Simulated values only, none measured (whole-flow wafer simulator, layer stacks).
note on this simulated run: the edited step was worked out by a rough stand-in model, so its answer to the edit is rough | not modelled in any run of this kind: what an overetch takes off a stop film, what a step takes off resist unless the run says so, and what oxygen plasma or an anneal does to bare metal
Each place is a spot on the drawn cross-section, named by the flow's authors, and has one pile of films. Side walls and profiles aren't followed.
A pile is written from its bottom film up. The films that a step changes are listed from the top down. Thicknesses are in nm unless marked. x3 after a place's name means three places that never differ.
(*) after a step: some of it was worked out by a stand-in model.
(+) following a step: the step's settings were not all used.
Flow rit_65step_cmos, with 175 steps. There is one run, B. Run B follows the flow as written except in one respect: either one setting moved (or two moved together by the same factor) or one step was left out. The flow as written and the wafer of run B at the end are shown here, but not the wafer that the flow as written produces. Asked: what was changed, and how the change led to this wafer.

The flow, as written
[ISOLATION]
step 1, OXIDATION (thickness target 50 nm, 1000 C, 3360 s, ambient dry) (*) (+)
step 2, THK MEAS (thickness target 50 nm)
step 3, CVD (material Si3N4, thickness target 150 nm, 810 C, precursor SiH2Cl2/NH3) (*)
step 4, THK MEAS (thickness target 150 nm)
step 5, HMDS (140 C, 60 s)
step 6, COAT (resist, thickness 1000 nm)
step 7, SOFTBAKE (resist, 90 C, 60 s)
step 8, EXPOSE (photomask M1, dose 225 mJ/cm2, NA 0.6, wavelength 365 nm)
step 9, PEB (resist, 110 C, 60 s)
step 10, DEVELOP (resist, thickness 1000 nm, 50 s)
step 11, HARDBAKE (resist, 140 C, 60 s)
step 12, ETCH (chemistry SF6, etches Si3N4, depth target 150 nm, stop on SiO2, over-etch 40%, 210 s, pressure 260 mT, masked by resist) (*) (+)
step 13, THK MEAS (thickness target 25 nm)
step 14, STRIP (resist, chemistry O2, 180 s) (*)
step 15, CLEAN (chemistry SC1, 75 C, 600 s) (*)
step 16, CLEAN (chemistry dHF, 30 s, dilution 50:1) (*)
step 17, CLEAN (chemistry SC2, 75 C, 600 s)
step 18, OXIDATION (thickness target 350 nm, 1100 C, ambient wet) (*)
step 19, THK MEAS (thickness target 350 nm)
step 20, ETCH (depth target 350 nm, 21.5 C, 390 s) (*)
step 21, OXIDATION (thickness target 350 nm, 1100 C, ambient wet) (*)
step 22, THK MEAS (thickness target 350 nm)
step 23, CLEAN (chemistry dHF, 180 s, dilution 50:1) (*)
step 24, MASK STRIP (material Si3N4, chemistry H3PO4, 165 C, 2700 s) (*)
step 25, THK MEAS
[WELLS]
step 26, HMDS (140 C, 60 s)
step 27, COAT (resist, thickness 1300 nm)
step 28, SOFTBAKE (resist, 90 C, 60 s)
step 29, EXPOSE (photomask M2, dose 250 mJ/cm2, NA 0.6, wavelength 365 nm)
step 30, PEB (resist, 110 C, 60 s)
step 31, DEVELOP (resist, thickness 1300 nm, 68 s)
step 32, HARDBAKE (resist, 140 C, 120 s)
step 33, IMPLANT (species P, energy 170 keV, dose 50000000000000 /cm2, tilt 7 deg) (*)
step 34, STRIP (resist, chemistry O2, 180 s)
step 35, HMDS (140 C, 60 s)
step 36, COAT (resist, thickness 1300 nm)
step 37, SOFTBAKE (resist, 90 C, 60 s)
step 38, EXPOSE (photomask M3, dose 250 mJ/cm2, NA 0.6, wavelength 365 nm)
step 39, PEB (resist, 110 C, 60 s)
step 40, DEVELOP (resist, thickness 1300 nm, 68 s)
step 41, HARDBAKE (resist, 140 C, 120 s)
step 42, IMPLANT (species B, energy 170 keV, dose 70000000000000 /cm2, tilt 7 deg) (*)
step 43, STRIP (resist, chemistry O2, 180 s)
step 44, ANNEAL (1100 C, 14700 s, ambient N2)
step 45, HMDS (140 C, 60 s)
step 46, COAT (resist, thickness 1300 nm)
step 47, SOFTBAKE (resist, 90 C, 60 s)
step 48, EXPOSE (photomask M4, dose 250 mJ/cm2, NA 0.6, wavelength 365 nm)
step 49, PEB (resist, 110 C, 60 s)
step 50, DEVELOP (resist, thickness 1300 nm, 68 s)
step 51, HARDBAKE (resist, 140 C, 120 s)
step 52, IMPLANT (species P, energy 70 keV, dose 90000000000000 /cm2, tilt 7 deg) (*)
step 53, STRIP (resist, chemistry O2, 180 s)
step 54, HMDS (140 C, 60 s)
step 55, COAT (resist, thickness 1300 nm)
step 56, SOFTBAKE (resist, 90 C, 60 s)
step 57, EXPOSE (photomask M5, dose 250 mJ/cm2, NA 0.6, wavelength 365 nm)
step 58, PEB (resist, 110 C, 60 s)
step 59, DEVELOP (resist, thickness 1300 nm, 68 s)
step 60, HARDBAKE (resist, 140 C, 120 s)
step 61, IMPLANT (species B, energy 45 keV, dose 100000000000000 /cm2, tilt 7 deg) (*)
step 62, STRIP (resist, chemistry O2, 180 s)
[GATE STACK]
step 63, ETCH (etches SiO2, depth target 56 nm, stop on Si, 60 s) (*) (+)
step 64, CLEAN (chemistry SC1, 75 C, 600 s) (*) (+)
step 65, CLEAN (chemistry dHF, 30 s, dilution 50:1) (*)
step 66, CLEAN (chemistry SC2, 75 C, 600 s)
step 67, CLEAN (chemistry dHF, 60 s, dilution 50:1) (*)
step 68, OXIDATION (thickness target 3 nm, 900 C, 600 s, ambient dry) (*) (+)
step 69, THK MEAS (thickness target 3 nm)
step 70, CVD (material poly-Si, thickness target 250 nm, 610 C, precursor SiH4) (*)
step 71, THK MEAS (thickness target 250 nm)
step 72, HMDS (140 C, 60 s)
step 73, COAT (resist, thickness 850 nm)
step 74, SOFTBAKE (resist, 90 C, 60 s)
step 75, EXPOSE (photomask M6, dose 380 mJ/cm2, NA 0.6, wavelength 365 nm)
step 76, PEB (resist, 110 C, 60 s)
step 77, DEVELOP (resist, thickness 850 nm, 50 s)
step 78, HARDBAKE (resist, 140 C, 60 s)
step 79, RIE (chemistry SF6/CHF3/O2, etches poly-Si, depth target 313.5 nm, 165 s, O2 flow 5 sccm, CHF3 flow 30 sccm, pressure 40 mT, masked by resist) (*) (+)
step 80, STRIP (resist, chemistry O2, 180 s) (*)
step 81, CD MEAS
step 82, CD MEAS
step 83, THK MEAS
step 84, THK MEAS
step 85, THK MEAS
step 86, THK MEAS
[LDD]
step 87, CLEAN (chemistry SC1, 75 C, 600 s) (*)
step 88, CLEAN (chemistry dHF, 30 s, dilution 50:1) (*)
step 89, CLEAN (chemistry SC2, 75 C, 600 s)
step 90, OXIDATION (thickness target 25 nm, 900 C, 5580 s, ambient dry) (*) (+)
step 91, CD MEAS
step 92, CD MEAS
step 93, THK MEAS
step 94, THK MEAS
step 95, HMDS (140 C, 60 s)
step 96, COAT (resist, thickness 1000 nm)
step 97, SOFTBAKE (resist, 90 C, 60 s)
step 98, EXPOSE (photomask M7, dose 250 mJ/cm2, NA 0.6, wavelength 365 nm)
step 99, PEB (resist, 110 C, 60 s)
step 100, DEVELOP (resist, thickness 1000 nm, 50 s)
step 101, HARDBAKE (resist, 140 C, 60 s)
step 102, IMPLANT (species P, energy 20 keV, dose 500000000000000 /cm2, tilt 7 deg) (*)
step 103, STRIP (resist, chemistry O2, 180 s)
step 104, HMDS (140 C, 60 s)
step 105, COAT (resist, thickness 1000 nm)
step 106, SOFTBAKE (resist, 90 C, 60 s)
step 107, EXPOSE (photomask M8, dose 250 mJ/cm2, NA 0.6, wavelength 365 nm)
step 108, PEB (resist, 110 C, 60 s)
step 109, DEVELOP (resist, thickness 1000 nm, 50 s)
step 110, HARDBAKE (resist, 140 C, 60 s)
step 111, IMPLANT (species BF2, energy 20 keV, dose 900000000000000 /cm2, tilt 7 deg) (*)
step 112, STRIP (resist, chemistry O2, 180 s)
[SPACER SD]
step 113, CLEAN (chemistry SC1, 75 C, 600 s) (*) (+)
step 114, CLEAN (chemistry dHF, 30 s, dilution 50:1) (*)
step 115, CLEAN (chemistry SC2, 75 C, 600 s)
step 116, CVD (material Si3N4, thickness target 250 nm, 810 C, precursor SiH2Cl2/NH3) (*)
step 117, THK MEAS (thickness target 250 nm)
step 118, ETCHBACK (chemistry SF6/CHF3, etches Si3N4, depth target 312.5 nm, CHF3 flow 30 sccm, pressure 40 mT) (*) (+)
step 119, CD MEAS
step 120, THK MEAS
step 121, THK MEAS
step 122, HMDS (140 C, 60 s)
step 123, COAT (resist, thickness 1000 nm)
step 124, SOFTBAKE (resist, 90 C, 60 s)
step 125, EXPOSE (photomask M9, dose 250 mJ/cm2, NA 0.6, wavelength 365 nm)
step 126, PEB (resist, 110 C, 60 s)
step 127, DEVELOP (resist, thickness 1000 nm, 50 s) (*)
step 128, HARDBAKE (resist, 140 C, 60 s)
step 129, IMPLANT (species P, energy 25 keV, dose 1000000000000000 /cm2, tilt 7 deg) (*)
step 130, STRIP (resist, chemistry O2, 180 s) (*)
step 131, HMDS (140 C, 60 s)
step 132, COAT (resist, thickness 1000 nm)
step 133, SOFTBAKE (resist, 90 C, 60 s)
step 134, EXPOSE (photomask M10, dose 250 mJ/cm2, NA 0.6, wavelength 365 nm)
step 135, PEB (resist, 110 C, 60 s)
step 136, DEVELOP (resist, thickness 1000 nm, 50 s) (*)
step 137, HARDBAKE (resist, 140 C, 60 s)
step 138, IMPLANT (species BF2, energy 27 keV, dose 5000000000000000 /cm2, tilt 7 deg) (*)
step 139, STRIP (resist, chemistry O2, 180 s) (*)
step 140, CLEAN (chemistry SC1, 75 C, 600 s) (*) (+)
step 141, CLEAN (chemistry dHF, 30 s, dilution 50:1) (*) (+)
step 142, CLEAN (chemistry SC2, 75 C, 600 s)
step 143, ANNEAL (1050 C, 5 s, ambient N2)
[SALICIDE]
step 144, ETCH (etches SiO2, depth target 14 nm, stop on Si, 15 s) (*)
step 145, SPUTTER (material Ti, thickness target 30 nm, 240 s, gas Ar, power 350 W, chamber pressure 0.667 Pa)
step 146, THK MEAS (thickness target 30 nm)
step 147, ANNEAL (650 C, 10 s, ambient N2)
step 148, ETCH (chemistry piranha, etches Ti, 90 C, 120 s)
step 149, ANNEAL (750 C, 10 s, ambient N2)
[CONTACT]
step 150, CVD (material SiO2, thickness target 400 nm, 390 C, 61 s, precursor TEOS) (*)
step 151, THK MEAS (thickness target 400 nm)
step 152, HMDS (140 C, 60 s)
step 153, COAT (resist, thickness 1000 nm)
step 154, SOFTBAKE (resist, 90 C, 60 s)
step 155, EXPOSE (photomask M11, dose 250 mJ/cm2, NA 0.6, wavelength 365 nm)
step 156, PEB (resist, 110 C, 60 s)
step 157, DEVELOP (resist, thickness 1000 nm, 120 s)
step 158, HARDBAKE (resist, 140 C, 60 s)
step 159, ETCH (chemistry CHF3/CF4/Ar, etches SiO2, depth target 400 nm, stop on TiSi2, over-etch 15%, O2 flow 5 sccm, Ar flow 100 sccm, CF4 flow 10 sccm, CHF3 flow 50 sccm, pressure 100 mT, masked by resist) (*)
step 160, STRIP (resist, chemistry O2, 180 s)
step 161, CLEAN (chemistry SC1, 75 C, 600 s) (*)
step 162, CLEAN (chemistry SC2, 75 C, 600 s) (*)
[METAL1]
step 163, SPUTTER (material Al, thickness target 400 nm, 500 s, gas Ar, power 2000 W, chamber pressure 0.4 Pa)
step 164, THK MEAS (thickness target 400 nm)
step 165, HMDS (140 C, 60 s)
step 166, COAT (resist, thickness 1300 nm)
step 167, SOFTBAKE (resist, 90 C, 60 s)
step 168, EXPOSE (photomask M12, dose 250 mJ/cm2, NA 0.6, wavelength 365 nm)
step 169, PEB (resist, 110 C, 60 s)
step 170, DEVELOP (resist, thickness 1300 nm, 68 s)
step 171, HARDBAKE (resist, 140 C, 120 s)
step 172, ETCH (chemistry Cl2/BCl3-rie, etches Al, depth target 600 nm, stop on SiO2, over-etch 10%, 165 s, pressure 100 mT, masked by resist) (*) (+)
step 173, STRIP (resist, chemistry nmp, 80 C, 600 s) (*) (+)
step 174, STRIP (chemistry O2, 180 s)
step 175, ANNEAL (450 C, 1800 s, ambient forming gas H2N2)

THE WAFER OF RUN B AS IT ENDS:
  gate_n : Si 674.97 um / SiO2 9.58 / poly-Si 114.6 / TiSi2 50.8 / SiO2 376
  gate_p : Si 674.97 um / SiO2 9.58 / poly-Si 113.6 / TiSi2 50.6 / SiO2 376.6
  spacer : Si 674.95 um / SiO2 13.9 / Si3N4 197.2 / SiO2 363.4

What caused this: step 68, OXIDATION: 960 s was run, whereas the flow has 600 s.

The path from the change to this, step by step:
  step 68, OXIDATION (thickness target 3 nm, 900 C, 600 s, ambient dry) (*) (+)
      active_n, active_p, gate_n and 7 more: +9.58 SiO2 (new film), -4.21 Si (in the flow as written it would be: +7.17 SiO2 (new film), -3.16 Si)
  step 79, RIE (chemistry SF6/CHF3/O2, etches poly-Si, depth target 313.5 nm, 165 s, O2 flow 5 sccm, CHF3 flow 30 sccm, pressure 40 mT, masked by resist) (*) (+)
      active_n, active_p, spacer, spacer_p, sd_n, sd_p, contact, m1: -250 poly-Si (all of it), -9.58 SiO2 (all of it) (in the flow as written it would be: -250 poly-Si (all of it), -7.17 SiO2 (all of it))
  step 118, ETCHBACK (chemistry SF6/CHF3, etches Si3N4, depth target 312.5 nm, CHF3 flow 30 sccm, pressure 40 mT) (*) (+)
      spacer, spacer_p: -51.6 Si3N4 (in the flow as written it would be: -54 Si3N4)
